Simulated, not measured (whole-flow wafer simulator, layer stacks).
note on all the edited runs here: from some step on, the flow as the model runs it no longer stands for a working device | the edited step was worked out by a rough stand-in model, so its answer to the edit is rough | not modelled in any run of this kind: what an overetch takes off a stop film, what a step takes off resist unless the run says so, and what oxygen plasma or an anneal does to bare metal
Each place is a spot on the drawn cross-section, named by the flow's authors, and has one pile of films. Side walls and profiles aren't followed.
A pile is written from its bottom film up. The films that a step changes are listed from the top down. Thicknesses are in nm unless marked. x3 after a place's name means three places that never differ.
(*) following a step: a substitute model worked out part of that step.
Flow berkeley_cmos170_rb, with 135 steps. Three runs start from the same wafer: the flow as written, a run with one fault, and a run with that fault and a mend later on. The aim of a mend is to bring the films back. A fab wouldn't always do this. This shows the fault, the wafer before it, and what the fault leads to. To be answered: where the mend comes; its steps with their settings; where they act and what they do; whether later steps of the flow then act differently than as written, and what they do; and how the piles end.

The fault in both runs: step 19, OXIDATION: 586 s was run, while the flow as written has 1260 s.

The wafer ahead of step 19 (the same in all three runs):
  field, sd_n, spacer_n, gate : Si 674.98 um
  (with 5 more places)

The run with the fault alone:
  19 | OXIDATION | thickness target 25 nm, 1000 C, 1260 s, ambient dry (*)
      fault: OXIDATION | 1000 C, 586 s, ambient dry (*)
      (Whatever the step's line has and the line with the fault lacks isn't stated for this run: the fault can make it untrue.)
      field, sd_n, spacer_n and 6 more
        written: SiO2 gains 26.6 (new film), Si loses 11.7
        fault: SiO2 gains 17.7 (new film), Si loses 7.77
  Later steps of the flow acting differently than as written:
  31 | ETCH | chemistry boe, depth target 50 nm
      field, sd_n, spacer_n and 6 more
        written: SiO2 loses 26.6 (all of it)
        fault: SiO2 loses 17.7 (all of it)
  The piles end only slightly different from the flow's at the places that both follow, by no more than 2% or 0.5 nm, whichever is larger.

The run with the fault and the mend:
  After step 20 comes the mend.
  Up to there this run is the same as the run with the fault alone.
  20a | OXIDATION | 1000 C, 578 s, ambient dry (*) (the flow's step 19 again, with other settings)
      field, sd_n, spacer_n and 6 more
        SiO2 gains 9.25, Si loses 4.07
  None of the later steps of the flow differs from how it acts as written, at any place that is followed, by more than 2% or 0.5 nm, whichever is larger.
  The piles end only slightly different from the flow's at the places that both follow, by no more than 2% or 0.5 nm, whichever is larger.
